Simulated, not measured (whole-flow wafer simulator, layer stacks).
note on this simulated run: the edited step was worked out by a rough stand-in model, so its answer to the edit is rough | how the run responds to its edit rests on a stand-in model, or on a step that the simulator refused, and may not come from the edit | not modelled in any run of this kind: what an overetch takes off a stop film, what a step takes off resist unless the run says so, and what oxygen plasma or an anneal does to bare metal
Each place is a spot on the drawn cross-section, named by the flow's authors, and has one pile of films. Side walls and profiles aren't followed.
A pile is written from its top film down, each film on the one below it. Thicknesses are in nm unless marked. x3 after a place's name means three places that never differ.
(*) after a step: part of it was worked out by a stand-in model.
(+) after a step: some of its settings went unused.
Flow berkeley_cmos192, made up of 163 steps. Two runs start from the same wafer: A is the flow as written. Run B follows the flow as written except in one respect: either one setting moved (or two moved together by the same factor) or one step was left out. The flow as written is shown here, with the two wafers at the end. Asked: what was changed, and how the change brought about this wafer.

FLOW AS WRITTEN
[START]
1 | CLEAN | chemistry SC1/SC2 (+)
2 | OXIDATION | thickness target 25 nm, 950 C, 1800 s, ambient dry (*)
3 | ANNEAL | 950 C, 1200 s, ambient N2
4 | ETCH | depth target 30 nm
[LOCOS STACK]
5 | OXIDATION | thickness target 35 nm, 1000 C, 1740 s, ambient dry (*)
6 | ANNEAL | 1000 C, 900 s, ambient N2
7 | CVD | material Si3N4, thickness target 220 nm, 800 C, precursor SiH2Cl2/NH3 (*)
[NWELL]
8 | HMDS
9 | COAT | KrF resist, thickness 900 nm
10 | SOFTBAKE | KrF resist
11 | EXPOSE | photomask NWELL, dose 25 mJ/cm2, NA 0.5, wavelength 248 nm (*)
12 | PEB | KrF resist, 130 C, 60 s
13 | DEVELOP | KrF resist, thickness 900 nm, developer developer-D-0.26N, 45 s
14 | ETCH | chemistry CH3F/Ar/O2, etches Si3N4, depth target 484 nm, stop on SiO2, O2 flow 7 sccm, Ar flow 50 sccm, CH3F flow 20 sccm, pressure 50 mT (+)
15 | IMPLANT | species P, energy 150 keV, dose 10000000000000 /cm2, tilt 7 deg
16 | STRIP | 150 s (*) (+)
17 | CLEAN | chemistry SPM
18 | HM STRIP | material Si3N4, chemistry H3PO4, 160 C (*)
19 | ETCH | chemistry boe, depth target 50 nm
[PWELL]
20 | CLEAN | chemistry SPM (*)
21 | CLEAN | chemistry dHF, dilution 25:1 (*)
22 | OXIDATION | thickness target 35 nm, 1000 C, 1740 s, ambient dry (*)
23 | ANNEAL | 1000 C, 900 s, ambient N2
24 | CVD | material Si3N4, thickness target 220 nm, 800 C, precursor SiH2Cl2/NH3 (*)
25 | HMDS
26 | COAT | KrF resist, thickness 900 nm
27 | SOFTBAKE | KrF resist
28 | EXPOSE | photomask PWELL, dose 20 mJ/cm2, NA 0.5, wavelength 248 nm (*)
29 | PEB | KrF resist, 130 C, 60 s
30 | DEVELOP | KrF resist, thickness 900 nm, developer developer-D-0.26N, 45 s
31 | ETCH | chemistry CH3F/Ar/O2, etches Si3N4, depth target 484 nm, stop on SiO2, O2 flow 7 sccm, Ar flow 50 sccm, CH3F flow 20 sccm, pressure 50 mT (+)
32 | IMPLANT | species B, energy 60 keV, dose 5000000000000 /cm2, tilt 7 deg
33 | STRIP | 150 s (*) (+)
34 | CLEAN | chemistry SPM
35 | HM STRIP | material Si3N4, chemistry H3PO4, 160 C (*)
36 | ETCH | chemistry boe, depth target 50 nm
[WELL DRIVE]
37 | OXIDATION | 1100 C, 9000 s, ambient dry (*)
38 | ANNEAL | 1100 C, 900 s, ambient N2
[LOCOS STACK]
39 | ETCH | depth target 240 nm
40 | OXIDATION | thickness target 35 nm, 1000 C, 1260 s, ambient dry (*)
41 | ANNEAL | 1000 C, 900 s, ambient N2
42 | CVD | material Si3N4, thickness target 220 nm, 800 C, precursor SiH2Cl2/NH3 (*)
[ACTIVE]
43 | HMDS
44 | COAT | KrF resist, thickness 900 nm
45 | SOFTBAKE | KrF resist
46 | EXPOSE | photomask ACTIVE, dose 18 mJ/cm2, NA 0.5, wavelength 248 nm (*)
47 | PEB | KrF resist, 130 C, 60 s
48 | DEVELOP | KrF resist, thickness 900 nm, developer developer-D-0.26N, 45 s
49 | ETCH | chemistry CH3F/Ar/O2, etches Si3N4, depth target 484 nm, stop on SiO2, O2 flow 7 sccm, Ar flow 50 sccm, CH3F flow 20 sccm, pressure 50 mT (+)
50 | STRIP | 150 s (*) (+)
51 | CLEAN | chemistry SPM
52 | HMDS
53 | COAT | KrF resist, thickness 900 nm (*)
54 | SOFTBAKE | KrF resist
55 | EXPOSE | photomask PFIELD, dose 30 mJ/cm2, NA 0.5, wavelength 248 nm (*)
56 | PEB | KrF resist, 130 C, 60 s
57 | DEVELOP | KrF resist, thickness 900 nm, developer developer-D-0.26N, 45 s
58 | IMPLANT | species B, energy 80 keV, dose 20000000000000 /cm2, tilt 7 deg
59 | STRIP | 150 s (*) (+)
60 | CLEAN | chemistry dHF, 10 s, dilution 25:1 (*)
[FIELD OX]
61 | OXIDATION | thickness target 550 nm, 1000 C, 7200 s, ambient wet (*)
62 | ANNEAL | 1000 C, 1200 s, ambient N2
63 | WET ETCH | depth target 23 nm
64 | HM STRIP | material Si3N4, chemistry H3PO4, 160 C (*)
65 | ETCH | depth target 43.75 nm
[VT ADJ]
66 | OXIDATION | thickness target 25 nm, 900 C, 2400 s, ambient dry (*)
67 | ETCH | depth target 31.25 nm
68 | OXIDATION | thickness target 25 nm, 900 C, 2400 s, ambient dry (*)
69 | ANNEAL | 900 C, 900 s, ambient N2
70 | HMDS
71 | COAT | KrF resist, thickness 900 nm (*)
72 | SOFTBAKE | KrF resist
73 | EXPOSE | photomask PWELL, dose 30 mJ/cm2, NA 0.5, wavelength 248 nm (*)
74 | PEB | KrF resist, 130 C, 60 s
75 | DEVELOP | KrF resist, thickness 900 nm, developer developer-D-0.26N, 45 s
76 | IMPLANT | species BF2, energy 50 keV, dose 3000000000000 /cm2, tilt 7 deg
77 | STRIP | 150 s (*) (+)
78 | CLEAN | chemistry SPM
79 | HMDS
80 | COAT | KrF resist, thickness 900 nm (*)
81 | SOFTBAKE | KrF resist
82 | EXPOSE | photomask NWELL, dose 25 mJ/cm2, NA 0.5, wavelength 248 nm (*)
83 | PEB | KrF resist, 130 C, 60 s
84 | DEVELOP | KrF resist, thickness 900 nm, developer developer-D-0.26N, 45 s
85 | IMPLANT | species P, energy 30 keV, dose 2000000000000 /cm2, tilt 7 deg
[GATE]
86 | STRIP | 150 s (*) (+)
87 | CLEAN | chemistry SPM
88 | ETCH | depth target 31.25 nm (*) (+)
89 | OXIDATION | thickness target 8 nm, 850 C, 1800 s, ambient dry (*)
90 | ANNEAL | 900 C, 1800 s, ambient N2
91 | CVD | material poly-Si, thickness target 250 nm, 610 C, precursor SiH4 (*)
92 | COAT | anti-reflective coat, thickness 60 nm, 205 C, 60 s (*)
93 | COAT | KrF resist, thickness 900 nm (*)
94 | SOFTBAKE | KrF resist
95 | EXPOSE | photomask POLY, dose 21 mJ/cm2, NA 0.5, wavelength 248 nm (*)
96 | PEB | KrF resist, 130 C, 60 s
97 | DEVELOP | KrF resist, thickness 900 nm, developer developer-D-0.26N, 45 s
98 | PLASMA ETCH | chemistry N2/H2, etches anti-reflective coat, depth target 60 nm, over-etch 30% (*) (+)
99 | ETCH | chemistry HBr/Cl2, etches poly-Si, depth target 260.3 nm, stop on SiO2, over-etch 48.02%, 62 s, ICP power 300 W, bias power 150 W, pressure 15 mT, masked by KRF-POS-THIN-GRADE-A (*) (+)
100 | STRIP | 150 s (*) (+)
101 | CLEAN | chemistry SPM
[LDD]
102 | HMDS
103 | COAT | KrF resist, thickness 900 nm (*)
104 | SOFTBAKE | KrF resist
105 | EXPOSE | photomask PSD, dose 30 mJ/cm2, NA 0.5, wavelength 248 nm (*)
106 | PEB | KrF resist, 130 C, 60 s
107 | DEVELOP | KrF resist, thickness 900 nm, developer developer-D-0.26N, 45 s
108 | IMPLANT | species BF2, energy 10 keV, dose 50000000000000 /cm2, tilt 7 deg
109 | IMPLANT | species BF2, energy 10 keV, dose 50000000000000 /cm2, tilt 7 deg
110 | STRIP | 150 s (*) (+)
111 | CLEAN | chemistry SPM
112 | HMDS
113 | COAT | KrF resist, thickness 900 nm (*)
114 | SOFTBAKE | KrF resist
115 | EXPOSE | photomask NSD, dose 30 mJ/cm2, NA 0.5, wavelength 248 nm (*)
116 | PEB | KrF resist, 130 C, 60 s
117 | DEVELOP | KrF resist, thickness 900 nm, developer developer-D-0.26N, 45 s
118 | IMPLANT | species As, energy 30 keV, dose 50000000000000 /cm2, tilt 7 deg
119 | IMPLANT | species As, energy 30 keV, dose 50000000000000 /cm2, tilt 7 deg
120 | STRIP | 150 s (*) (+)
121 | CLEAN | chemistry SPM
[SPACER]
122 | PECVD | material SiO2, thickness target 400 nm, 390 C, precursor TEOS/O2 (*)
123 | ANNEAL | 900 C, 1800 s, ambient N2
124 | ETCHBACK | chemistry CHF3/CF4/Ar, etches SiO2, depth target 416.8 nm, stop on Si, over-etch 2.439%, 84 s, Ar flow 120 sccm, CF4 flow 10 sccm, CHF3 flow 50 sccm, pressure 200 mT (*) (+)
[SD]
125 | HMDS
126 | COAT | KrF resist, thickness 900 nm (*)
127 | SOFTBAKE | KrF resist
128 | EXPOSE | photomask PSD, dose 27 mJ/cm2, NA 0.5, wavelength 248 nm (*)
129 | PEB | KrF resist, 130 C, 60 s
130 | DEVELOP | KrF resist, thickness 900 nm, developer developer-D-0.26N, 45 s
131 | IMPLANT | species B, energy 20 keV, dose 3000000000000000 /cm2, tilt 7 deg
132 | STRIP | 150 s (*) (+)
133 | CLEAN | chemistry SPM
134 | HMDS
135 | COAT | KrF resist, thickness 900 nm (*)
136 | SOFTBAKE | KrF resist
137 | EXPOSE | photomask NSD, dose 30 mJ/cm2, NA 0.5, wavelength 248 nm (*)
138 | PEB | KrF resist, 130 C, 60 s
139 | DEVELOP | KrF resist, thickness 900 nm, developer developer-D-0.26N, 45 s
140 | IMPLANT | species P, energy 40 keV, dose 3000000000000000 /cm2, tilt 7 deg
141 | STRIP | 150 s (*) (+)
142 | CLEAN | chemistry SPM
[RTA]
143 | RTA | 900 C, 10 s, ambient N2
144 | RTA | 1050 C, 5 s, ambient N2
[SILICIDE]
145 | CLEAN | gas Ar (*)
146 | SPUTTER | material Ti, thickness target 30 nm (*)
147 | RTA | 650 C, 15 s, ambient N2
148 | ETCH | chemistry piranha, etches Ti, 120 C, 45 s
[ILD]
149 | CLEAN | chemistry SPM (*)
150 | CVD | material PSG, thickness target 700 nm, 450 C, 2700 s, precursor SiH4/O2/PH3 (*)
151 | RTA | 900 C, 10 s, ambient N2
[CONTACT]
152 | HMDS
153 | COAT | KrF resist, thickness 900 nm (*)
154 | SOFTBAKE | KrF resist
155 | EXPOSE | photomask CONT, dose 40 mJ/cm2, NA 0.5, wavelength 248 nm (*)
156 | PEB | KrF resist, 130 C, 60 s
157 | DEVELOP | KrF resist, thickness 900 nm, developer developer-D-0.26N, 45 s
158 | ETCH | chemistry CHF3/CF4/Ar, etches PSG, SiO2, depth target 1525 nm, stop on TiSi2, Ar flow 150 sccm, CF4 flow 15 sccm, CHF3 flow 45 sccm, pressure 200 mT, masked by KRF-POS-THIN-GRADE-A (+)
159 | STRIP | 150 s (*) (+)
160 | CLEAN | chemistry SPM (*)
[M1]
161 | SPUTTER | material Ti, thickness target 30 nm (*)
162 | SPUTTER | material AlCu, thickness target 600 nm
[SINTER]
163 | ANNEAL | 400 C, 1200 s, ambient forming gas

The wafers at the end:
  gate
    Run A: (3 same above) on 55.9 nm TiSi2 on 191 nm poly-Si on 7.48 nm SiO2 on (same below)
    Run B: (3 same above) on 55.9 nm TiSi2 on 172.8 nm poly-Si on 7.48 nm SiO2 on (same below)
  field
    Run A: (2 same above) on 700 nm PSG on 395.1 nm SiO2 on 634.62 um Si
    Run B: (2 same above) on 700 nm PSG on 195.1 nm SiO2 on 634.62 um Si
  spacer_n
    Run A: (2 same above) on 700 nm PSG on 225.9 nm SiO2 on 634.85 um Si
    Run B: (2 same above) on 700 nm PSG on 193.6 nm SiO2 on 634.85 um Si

Cause: step 122, PECVD: thickness target 200 nm was run, while the flow as written has thickness target 400 nm.

The path from the change to this, step by step:
  122 | PECVD | material SiO2, thickness target 400 nm, 390 C, precursor TEOS/O2 (*)
      field, sd_n, contact, m1: A SiO2 gains 400 | B SiO2 gains 200
      spacer_n, sd_p, spacer_p: A SiO2 gains 385.5 | B SiO2 gains 193.2
      (as well as at 2 more places)
  124 | ETCHBACK | chemistry CHF3/CF4/Ar, etches SiO2, depth target 416.8 nm, stop on Si, over-etch 2.439%, 84 s, Ar flow 120 sccm, CF4 flow 10 sccm, CHF3 flow 50 sccm, pressure 200 mT (*) (+)
      spacer_n: A SiO2 loses 160 | B nothing
      spacer_p: A SiO2 loses 159.9 | B nothing
      (as well as at 6 more places)
  126 | COAT | KrF resist, thickness 900 nm (*)
      field: A KrF resist gains 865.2 (new film) | B KrF resist gains 913.5 (new film)
      sd_n: A KrF resist gains 999.7 (new film) | B KrF resist gains 890.6 (new film)
      (as well as at 7 more places)
  130 | DEVELOP | KrF resist, thickness 900 nm, developer developer-D-0.26N, 45 s
      sd_p: A KrF resist loses 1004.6 (all of it) | B KrF resist loses 914 (all of it)
      spacer_p: A KrF resist loses 784.6 (all of it) | B KrF resist loses 740.5 (all of it)
      (as well as at 1 more place)
  132 | STRIP | 150 s (*) (+)
      field: A KrF resist loses 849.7 (all of it) | B KrF resist loses 897.9 (all of it)
      sd_n: A chemical SiO2 gains 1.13 (new film), KrF resist loses 983.9 (all of it), Si loses 0.5 | B chemical SiO2 gains 1.14 (new film), KrF resist loses 875 (all of it), Si loses 0.5
      (as well as at 4 more places)
  135 | COAT | KrF resist, thickness 900 nm (*)
      field: A KrF resist gains 865 (new film) | B KrF resist gains 913.9 (new film)
      sd_n: A KrF resist gains 999.2 (new film) | B KrF resist gains 890.2 (new film)
      (as well as at 7 more places)
  139 | DEVELOP | KrF resist, thickness 900 nm, developer developer-D-0.26N, 45 s
      sd_n: A KrF resist loses 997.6 (all of it) | B KrF resist loses 888.8 (all of it)
      spacer_n: A KrF resist loses 789.9 (all of it) | B KrF resist loses 740.2 (all of it)
      (as well as at 2 more places)
  141 | STRIP | 150 s (*) (+)
      gate_p: A KrF resist loses 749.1 (all of it), chemical SiO2 gains 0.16 | B KrF resist loses 691.8 (all of it), chemical SiO2 gains 0.17, poly-Si loses 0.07
      field: A KrF resist loses 849.5 (all of it) | B KrF resist loses 898.2 (all of it)
      (as well as at 3 more places)
  146 | SPUTTER | material Ti, thickness target 30 nm (*)
      sd_p: A Ti gains 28 (new film) | B Ti gains 30 (new film)
  147 | RTA | 650 C, 15 s, ambient N2
      sd_p: A Ti loses 21.9, TiSi first gains 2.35 (new film), TiSi2 C49 gains 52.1 (new film), Si loses 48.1 | B Ti loses 23.4, TiSi first gains 6.2 (new film), TiSi2 C49 gains 50.3 (new film), Si loses 49
  150 | CVD | material PSG, thickness target 700 nm, 450 C, 2700 s, precursor SiH4/O2/PH3 (*)
      sd_p: A PSG gains 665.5 (new film) | B PSG gains 700 (new film)
  151 | RTA | 900 C, 10 s, ambient N2
      sd_p: A under 1 film: TiSi2 gains 52.2 (new film), TiSi first loses 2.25 (all of it), TiSi2 C49 loses 52.1 (all of it), Si loses 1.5 | B under 1 film: TiSi2 gains 55.9 (new film), TiSi first loses 6.09 (all of it), TiSi2 C49 loses 50.3 (all of it), Si loses 4.05
  153 | COAT | KrF resist, thickness 900 nm (*)
      field: A KrF resist gains 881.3 (new film) | B KrF resist gains 922.5 (new film)
      sd_n: A KrF resist gains 1002.2 (new film) | B KrF resist gains 889.7 (new film)
      (as well as at 7 more places)
  157 | DEVELOP | KrF resist, thickness 900 nm, developer developer-D-0.26N, 45 s
      contact: A KrF resist loses 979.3 (all of it) | B KrF resist loses 889.5 (all of it)
  159 | STRIP | 150 s (*) (+)
      field: A KrF resist loses 671.6 (all of it) | B KrF resist loses 712.8 (all of it)
      sd_n: A KrF resist loses 792.3 (all of it) | B KrF resist loses 680 (all of it)
      (as well as at 6 more places)
  161 | SPUTTER | material Ti, thickness target 30 nm (*)
      sd_p: A Ti gains 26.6 (new film) | B Ti gains 30 (new film)
  162 | SPUTTER | material AlCu, thickness target 600 nm
      sd_p: A AlCu gains 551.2 (new film) | B AlCu gains 600 (new film)
